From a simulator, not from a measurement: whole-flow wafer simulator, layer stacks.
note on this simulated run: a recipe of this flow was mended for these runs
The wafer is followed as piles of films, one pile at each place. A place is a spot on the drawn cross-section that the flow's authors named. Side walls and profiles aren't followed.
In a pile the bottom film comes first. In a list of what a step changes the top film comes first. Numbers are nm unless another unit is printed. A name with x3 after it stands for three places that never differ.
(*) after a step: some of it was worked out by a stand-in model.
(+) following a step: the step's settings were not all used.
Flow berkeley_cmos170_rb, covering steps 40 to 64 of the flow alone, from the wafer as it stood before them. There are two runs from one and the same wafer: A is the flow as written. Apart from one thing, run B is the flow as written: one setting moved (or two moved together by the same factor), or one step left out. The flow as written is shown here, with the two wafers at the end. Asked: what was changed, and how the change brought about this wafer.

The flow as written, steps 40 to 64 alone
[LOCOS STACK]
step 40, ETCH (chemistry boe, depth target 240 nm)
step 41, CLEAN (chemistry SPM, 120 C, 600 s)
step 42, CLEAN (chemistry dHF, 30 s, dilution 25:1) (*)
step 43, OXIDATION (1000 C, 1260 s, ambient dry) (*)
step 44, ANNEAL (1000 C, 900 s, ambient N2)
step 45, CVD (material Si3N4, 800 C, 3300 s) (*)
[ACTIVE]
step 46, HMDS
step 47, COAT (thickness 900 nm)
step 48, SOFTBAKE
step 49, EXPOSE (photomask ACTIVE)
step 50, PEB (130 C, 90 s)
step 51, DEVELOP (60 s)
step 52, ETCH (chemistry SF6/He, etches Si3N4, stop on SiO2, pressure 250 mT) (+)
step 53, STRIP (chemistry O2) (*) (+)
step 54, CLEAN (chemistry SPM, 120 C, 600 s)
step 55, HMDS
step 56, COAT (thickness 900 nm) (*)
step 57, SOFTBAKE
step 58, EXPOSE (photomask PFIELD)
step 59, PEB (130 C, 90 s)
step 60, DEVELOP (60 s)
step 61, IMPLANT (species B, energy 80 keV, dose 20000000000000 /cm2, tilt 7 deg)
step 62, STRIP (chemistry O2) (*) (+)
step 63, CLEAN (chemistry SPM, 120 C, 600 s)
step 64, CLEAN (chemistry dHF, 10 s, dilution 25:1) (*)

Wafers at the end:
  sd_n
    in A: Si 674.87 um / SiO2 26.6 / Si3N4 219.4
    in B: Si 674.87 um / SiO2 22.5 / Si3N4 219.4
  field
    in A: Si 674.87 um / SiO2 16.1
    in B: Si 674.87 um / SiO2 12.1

What caused this: step 43, OXIDATION: 984 C was run, whereas the flow has 1000 C.

Step by step, how the change led to this:
  step 43, OXIDATION (1000 C, 1260 s, ambient dry) (*)
      field, sd_n, spacer_n and 6 more: A SiO2 gains 26.6 (new film), Si loses 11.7 | B SiO2 gains 22.5 (new film), Si loses 9.92
